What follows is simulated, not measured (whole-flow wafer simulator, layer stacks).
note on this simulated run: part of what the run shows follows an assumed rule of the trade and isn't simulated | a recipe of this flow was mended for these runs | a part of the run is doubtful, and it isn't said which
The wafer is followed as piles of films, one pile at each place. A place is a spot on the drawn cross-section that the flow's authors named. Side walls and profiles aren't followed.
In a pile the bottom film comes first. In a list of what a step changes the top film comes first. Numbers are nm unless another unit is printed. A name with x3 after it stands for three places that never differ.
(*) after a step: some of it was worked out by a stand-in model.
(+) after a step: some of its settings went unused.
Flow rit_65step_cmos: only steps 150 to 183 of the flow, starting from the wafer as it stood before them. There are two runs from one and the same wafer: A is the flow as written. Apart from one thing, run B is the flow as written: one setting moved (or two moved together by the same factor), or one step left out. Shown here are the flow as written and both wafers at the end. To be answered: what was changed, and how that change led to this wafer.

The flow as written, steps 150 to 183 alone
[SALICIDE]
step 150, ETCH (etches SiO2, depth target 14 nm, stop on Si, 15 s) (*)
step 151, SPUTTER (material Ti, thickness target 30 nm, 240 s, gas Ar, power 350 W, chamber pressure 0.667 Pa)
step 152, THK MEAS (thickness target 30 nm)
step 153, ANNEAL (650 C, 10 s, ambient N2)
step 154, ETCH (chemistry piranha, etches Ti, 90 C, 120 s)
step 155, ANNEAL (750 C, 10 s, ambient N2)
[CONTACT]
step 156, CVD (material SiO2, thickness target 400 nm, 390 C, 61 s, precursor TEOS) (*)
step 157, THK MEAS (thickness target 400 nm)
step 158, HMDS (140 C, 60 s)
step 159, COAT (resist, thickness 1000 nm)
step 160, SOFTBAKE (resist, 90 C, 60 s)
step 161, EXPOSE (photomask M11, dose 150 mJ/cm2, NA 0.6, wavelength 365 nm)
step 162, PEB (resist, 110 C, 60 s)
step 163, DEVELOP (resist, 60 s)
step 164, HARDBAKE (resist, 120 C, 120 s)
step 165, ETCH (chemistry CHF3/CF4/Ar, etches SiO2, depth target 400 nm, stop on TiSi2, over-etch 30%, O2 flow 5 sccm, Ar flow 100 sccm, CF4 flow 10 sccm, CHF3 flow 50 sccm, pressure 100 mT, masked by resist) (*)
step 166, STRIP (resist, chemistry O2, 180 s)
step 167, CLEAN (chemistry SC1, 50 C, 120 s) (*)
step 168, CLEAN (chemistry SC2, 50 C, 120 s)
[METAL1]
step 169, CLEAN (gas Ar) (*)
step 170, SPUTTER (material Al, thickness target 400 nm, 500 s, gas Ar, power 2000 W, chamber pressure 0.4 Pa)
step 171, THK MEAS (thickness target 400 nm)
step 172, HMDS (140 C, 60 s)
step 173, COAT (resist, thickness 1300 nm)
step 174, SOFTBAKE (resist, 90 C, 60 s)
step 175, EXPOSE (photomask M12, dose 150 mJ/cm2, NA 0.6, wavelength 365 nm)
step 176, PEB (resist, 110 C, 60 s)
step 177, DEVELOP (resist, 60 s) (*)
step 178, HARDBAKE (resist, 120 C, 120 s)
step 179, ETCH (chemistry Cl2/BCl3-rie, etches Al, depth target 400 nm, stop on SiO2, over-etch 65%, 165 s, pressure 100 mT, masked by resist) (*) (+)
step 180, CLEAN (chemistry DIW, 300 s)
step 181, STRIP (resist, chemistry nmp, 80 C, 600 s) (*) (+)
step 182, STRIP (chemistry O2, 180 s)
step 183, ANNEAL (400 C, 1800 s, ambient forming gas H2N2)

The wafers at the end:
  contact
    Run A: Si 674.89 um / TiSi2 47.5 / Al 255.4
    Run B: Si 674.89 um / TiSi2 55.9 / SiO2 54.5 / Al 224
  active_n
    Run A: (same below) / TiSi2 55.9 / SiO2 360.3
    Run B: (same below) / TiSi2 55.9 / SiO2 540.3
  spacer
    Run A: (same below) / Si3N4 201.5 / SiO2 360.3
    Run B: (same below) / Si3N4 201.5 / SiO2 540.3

The reason: step 156, CVD: thickness target 580 nm was run, though the flow has thickness target 400 nm; step 156, CVD: 88 s was run, where the flow has 61 s.

How this came from the change, step by step:
  step 156, CVD (material SiO2, thickness target 400 nm, 390 C, 61 s, precursor TEOS) (*)
      active_n, active_p, gate_n and 7 more: A +400 SiO2 (new film) | B +580 SiO2 (new film)
      field, field_pw, field_nw, field_p: A +400 SiO2 | B +580 SiO2
  step 165, ETCH (chemistry CHF3/CF4/Ar, etches SiO2, depth target 400 nm, stop on TiSi2, over-etch 30%, O2 flow 5 sccm, Ar flow 100 sccm, CF4 flow 10 sccm, CHF3 flow 50 sccm, pressure 100 mT, masked by resist) (*)
      contact: A -400 SiO2 (all of it), -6 TiSi2 | B -520 SiO2
  step 169, CLEAN (gas Ar) (*)
      contact: A -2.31 TiSi2 | B -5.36 SiO2
  step 170, SPUTTER (material Al, thickness target 400 nm, 500 s, gas Ar, power 2000 W, chamber pressure 0.4 Pa)
      contact: A +255.4 Al (new film) | B +224 Al (new film)
  step 173, COAT (resist, thickness 1300 nm)
      contact: A +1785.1 resist (new film) | B +1914 resist (new film)
  step 176, PEB (resist, 110 C, 60 s)
      contact: A -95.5 resist | B -102.8 resist
  step 178, HARDBAKE (resist, 120 C, 120 s)
      contact: A -62.1 resist | B -67.2 resist
  step 181, STRIP (resist, chemistry nmp, 80 C, 600 s) (*) (+)
      contact: A -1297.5 resist (all of it) | B -1414 resist (all of it)
